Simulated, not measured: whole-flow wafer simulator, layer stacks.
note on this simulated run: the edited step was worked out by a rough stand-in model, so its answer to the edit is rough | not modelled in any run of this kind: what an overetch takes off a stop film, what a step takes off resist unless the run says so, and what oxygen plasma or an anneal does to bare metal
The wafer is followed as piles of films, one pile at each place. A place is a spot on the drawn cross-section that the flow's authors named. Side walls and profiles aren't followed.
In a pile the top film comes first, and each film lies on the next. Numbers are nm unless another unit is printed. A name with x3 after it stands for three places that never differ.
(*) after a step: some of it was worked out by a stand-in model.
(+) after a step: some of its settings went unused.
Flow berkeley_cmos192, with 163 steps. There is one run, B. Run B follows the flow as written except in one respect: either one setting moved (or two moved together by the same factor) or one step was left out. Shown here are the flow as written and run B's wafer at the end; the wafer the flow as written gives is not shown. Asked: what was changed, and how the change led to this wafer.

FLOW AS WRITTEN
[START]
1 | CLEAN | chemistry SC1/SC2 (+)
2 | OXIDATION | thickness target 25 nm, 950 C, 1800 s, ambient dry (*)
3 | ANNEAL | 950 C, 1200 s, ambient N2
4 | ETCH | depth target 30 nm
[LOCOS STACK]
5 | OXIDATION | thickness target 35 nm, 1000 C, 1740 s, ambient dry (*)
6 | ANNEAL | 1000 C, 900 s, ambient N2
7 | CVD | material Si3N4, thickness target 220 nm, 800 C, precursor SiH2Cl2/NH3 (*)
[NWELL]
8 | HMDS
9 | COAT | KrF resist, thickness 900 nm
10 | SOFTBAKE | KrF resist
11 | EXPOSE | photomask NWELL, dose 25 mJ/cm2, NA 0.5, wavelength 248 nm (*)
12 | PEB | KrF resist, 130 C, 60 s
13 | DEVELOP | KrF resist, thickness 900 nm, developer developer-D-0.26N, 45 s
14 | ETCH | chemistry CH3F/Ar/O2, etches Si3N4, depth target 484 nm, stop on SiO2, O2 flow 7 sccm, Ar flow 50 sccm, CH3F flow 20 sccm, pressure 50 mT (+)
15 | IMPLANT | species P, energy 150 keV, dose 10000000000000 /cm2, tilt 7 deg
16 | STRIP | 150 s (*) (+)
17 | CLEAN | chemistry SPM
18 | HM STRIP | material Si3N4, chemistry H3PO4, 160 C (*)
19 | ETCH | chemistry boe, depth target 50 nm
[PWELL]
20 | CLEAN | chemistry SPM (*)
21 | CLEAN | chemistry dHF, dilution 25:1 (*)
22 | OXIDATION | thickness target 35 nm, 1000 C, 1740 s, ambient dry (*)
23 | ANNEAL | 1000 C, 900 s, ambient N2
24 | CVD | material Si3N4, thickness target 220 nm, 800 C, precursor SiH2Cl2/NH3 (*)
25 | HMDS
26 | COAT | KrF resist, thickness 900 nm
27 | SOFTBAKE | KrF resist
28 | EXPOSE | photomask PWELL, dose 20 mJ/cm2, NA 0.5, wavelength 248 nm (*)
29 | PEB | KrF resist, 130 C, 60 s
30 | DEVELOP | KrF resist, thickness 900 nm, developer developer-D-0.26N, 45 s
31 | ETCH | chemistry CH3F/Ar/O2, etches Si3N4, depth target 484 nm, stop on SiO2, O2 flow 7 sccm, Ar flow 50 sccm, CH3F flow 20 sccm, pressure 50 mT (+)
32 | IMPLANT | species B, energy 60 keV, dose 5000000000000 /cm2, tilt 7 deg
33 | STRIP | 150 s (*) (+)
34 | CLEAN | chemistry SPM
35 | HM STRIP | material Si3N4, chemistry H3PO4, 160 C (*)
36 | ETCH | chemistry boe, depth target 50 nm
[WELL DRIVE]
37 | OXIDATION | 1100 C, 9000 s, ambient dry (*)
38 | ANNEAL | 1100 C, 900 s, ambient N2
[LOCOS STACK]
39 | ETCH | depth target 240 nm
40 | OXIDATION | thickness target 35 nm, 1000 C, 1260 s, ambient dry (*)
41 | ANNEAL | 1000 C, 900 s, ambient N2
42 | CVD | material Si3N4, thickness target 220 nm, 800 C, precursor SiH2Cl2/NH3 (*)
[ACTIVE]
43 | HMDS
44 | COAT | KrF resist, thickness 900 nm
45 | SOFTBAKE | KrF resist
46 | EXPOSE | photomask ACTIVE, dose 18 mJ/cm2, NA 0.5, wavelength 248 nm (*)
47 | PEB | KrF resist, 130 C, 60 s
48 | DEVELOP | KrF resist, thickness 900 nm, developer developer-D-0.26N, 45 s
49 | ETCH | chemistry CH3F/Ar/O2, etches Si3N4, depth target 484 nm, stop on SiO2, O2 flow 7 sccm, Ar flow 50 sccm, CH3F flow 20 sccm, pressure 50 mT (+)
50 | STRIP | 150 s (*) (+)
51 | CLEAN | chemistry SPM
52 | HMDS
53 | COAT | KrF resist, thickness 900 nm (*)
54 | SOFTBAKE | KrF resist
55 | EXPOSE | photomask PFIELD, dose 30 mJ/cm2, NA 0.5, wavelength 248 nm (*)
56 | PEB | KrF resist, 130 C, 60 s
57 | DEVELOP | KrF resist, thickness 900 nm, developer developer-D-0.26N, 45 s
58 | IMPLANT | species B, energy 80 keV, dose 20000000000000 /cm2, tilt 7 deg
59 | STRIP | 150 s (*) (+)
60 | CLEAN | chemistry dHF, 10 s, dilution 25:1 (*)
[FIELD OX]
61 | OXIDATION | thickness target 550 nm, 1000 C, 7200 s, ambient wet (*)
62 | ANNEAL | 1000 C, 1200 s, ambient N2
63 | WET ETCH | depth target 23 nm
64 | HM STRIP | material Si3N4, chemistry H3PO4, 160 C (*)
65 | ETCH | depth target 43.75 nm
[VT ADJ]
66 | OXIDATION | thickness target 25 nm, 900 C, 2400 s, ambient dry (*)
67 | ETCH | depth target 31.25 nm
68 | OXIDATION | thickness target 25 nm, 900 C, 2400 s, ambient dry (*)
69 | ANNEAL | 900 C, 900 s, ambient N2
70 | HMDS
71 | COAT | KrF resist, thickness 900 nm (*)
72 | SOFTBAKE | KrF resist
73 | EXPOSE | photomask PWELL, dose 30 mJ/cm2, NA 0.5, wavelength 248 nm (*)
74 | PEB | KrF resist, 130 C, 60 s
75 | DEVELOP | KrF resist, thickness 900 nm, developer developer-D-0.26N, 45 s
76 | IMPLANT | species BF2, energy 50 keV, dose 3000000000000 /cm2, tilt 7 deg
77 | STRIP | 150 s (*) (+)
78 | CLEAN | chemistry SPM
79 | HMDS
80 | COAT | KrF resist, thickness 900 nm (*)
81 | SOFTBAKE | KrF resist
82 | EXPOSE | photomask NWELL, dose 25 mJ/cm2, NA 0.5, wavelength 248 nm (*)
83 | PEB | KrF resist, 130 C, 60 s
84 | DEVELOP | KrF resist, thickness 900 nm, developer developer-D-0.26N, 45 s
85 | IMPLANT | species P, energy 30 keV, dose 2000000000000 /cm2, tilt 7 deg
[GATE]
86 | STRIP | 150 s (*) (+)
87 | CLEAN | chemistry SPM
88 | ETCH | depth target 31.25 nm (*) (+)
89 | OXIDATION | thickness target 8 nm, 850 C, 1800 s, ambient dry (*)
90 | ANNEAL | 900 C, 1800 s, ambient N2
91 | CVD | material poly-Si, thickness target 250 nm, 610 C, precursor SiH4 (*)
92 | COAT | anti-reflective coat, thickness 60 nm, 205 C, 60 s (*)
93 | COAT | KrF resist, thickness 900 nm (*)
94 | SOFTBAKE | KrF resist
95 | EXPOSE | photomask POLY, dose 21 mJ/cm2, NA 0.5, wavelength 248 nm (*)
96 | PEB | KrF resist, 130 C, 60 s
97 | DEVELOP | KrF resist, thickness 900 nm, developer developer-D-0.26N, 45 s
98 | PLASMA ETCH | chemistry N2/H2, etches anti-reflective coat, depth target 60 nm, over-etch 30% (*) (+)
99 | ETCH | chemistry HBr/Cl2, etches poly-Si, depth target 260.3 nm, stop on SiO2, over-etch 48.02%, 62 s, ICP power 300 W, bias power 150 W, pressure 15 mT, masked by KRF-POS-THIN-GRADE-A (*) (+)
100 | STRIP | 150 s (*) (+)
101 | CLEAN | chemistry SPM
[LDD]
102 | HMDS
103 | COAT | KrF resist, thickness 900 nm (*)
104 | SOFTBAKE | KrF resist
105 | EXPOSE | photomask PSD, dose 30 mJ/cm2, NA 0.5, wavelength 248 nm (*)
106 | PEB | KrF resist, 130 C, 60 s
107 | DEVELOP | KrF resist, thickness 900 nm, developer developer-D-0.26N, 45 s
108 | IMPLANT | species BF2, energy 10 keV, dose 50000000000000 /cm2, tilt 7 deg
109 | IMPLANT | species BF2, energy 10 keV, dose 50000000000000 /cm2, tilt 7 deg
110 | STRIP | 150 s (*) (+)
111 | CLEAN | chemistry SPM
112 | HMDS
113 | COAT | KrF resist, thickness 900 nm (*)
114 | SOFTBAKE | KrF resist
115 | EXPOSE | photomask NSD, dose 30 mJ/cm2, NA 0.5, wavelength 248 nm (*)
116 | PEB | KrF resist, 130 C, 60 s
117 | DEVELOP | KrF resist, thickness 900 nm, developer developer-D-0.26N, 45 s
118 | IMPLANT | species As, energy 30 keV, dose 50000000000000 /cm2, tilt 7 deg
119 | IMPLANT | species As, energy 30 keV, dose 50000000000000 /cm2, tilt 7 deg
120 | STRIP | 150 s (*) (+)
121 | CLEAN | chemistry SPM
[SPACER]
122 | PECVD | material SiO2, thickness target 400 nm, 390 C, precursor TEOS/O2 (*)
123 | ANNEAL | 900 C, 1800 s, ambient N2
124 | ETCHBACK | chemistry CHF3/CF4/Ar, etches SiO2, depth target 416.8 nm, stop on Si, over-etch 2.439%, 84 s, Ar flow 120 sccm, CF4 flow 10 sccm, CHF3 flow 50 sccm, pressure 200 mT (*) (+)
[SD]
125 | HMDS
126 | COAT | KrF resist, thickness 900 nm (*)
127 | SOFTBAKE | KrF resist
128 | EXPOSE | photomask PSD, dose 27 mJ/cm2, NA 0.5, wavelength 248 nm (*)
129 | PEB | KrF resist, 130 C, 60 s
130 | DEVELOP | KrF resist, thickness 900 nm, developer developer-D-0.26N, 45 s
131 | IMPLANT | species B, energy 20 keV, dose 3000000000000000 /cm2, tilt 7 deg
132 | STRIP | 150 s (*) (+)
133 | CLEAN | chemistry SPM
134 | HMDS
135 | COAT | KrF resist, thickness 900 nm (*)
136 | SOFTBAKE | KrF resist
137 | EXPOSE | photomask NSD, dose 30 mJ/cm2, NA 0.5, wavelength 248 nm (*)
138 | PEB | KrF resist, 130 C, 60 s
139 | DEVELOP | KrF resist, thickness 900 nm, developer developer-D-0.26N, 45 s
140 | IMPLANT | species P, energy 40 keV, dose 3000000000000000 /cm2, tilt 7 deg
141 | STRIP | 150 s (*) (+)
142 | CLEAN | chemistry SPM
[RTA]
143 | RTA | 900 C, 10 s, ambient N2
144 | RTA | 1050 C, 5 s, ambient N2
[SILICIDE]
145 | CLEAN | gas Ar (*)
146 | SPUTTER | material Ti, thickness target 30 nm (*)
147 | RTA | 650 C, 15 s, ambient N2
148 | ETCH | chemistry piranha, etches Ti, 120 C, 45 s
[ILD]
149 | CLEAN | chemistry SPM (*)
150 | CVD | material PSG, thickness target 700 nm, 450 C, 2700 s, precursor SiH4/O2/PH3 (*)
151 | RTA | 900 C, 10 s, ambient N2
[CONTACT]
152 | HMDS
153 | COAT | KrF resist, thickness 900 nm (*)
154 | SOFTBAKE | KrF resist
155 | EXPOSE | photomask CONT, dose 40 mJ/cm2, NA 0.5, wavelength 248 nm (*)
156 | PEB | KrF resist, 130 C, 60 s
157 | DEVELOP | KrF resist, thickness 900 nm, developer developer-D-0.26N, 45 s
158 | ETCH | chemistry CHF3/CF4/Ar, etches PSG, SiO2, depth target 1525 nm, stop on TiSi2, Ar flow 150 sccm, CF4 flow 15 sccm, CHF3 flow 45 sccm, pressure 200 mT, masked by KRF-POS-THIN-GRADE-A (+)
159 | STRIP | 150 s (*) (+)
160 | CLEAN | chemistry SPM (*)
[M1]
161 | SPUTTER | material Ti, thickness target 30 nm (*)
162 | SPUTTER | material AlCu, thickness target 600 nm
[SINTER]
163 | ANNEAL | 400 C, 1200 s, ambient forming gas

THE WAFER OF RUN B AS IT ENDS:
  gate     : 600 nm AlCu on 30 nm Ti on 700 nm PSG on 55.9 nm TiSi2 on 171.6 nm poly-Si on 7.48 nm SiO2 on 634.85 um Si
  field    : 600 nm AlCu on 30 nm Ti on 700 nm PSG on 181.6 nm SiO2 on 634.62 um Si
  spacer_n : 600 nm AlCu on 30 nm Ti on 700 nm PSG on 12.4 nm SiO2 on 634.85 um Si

What caused this: step 124, ETCHBACK: depth target 625.2 nm was run, whereas the flow has depth target 416.8 nm.

How this came from the change, step by step:
  124 | ETCHBACK | chemistry CHF3/CF4/Ar, etches SiO2, depth target 416.8 nm, stop on Si, over-etch 2.439%, 84 s, Ar flow 120 sccm, CF4 flow 10 sccm, CHF3 flow 50 sccm, pressure 200 mT (*) (+)
      gate, gate_p: -400 SiO2 (all of it), -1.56 chemical SiO2 (all of it), -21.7 poly-Si (it would be, as written: -400 SiO2 (all of it), -1.56 chemical SiO2 (all of it), -2.31 poly-Si)
      field: -640.5 SiO2 (it would be, as written: -427 SiO2)
      (and at 2 other places as well)
  126 | COAT | KrF resist, thickness 900 nm (*)
      field: +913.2 KrF resist (new film) (it would be, as written: +865.2 KrF resist (new film))
      sd_n: +882 KrF resist (new film) (it would be, as written: +999.7 KrF resist (new film))
      (and at 7 other places as well)
  130 | DEVELOP | KrF resist, thickness 900 nm, developer developer-D-0.26N, 45 s
      sd_p: -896 KrF resist (all of it) (it would be, as written: -1004.6 KrF resist (all of it))
      spacer_p: -894.9 KrF resist (all of it) (it would be, as written: -784.6 KrF resist (all of it))
      (and at 1 other place as well)
  132 | STRIP | 150 s (*) (+)
      field: -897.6 KrF resist (all of it) (it would be, as written: -849.7 KrF resist (all of it))
      sd_n: +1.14 chemical SiO2 (new film), -866.4 KrF resist (all of it), -0.5 Si (it would be, as written: +1.13 chemical SiO2 (new film), -983.9 KrF resist (all of it), -0.5 Si)
      (and at 4 other places as well)
  135 | COAT | KrF resist, thickness 900 nm (*)
      field: +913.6 KrF resist (new film) (it would be, as written: +865 KrF resist (new film))
      sd_n: +881.7 KrF resist (new film) (it would be, as written: +999.2 KrF resist (new film))
      (and at 7 other places as well)
  139 | DEVELOP | KrF resist, thickness 900 nm, developer developer-D-0.26N, 45 s
      sd_n: -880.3 KrF resist (all of it) (it would be, as written: -997.6 KrF resist (all of it))
      spacer_n: -894.4 KrF resist (all of it) (it would be, as written: -789.9 KrF resist (all of it))
      (and at 2 other places as well)
  141 | STRIP | 150 s (*) (+)
      field: -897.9 KrF resist (all of it) (it would be, as written: -849.5 KrF resist (all of it))
      sd_p: -881.4 KrF resist (all of it), +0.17 chemical SiO2, -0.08 Si (it would be, as written: -989.8 KrF resist (all of it), +0.16 chemical SiO2, -0.07 Si)
      (and at 3 other places as well)
  146 | SPUTTER | material Ti, thickness target 30 nm (*)
      sd_p: +30 Ti (new film) (it would be, as written: +28 Ti (new film))
  147 | RTA | 650 C, 15 s, ambient N2
      sd_p: -23.4 Ti, +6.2 TiSi first (new film), +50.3 TiSi2 C49 (new film), -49 Si (it would be, as written: -21.9 Ti, +2.35 TiSi first (new film), +52.1 TiSi2 C49 (new film), -48.1 Si)
  150 | CVD | material PSG, thickness target 700 nm, 450 C, 2700 s, precursor SiH4/O2/PH3 (*)
      sd_p: +700 PSG (new film) (it would be, as written: +665.5 PSG (new film))
  151 | RTA | 900 C, 10 s, ambient N2
      sd_p: under 1 film: +55.9 TiSi2 (new film), -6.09 TiSi first (all of it), -50.3 TiSi2 C49 (all of it), -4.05 Si (it would be, as written: under 1 film: +52.2 TiSi2 (new film), -2.25 TiSi first (all of it), -52.1 TiSi2 C49 (all of it), -1.5 Si)
  153 | COAT | KrF resist, thickness 900 nm (*)
      field: +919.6 KrF resist (new film) (it would be, as written: +881.3 KrF resist (new film))
      sd_n: +880.6 KrF resist (new film) (it would be, as written: +1002.2 KrF resist (new film))
      (and at 7 other places as well)
  157 | DEVELOP | KrF resist, thickness 900 nm, developer developer-D-0.26N, 45 s
      contact: -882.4 KrF resist (all of it) (it would be, as written: -979.3 KrF resist (all of it))
  159 | STRIP | 150 s (*) (+)
      field: -709.8 KrF resist (all of it) (it would be, as written: -671.6 KrF resist (all of it))
      sd_n: -671 KrF resist (all of it) (it would be, as written: -792.3 KrF resist (all of it))
      (and at 6 other places as well)
  161 | SPUTTER | material Ti, thickness target 30 nm (*)
      sd_p: +30 Ti (new film) (it would be, as written: +26.6 Ti (new film))
  162 | SPUTTER | material AlCu, thickness target 600 nm
      sd_p: +600 AlCu (new film) (it would be, as written: +551.2 AlCu (new film))
